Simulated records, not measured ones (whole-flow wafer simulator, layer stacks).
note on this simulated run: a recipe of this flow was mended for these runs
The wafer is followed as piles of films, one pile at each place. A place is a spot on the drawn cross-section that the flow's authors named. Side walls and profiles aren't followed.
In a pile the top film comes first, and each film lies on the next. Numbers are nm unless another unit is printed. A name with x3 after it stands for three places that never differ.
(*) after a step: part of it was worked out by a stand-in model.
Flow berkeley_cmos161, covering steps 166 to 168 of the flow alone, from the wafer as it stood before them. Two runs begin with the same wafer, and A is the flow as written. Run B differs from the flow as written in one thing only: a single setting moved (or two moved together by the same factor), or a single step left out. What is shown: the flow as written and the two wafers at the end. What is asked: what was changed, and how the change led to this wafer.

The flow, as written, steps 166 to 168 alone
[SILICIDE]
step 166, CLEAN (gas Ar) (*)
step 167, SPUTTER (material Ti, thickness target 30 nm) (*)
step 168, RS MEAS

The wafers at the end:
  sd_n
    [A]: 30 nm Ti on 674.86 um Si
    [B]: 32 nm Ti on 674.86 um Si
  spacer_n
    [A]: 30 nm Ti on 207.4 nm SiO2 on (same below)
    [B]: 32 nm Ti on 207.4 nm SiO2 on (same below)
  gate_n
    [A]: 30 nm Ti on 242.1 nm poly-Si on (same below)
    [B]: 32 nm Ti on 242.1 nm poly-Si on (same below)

What caused this: step 167, SPUTTER: thickness target 32 nm was run, whereas the flow has thickness target 30 nm.
The wafer lets one read it off: sd_n has Ti 32, and step 167 as written asks for 30 nm.

How this came from the change, step by step:
  step 167, SPUTTER (material Ti, thickness target 30 nm) (*)
      field, sd_n, spacer_n, gate_n, sd_p, spacer_p, gate_p, contact x2: A Ti gains 30 (new film) | B Ti gains 32 (new film)
